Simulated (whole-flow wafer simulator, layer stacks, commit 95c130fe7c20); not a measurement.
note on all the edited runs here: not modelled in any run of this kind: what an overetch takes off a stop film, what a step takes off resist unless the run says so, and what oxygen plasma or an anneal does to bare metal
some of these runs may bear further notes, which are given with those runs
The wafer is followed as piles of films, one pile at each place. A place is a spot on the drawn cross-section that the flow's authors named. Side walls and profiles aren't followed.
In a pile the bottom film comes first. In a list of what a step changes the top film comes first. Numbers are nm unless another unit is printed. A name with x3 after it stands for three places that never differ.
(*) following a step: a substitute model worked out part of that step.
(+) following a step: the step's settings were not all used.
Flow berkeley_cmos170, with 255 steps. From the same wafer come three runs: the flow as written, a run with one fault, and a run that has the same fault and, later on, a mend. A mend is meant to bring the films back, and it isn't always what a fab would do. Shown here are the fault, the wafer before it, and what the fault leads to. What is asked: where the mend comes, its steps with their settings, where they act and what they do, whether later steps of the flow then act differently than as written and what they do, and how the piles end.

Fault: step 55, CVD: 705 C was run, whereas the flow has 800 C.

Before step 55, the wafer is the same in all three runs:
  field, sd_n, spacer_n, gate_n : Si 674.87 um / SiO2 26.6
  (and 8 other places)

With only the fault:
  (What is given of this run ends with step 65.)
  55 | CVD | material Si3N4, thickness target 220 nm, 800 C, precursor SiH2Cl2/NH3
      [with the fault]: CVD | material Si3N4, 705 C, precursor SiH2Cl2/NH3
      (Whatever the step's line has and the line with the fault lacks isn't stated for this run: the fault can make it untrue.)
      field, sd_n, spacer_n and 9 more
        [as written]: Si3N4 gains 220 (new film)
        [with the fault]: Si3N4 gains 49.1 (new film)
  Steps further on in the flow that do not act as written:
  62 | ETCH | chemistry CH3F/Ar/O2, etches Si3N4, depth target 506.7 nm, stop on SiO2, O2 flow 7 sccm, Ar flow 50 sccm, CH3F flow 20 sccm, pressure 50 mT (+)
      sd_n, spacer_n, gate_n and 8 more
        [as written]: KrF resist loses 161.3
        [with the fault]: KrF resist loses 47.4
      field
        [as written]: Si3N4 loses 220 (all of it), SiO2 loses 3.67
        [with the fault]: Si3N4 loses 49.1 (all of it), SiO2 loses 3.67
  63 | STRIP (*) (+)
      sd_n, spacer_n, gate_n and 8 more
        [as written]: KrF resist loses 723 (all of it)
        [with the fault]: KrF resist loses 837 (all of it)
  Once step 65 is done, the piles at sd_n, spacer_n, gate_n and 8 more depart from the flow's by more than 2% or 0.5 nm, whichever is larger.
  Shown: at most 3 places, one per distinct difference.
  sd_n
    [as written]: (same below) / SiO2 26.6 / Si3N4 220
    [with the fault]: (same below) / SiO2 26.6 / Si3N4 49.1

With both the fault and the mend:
  After step 61 comes the mend.
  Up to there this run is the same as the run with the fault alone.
  61a | STRIP (*) (+)
      sd_n, spacer_n, gate_n and 8 more
        KrF resist loses 884.4 (all of it)
  61b | CLEAN | chemistry SPM
      does not change any film at any place that is followed
  61c | CVD | material Si3N4, thickness target 171 nm, 800 C, precursor SiH2Cl2/NH3 (a further turn of the flow's step 55, with different settings)
      field, sd_n, spacer_n and 9 more
        Si3N4 gains 171
  61d | HMDS (a further turn of the flow's step 56)
      does not change any film at any place that is followed
  61e | COAT | KrF resist, thickness 900 nm (a further turn of the flow's step 57)
      field, sd_n, spacer_n and 9 more
        KrF resist gains 900 (new film)
  61f | SOFTBAKE | KrF resist (a further turn of the flow's step 58)
      does not change any film at any place that is followed
  61g | EXPOSE | photomask ACTIVE, dose 20 mJ/cm2, NA 0.5, wavelength 248 nm (*) (a further turn of the flow's step 59)
      does not change any film at any place that is followed
  61h | PEB | KrF resist, 130 C (a further turn of the flow's step 60)
      field, sd_n, spacer_n and 9 more
        KrF resist loses 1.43
  61i | DEVELOP | KrF resist, thickness 900 nm, developer developer-D-0.26N (a further turn of the flow's step 61)
      sd_n, spacer_n, gate_n and 8 more
        KrF resist loses 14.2
      field
        KrF resist loses 898.6 (all of it)
  Later steps of the flow that are run all act as written at every place that is followed, up to a difference of at most 2% or 0.5 nm, whichever is larger.
  At every place that both follow, the piles at the end match the flow's.
